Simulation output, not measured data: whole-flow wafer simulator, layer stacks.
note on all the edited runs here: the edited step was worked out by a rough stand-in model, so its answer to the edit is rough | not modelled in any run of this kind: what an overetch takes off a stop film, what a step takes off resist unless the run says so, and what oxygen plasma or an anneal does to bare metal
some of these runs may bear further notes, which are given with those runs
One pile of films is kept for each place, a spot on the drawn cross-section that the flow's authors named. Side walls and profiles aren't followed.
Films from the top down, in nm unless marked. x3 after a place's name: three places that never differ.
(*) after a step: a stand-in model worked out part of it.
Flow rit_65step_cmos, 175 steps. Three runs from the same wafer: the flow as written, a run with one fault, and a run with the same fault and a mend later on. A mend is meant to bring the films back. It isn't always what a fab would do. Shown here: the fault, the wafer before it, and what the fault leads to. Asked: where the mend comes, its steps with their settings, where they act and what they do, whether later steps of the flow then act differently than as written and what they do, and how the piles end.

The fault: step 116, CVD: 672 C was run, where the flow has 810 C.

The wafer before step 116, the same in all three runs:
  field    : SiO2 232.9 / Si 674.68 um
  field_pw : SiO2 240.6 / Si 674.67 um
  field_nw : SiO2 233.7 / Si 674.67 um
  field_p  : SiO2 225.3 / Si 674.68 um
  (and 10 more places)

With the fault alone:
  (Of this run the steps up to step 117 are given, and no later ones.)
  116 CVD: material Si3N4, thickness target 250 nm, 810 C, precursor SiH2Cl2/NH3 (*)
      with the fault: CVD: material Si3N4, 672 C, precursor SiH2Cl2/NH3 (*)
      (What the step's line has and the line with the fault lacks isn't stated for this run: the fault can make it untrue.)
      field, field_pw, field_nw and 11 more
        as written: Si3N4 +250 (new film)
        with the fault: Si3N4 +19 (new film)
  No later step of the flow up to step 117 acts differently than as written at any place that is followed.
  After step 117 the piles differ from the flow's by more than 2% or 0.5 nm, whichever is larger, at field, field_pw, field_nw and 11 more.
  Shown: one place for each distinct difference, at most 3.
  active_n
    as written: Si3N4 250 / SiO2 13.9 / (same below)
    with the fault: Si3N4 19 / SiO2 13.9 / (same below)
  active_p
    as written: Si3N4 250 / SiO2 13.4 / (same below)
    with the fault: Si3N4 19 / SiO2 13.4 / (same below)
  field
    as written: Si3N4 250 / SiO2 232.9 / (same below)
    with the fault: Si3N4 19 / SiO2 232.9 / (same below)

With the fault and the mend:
  The mend comes after step 117.
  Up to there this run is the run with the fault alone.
  117a CVD: material Si3N4, thickness target 231 nm, 810 C, precursor SiH2Cl2/NH3 (*) (the flow's step 116 once more, with other settings)
      field, field_pw, field_nw and 11 more
        Si3N4 +231
  No later step of the flow acts differently than as written, at any place that is followed, by more than 2% or 0.5 nm, whichever is larger.
  At the end the piles are the same as the flow's at every place that both follow.
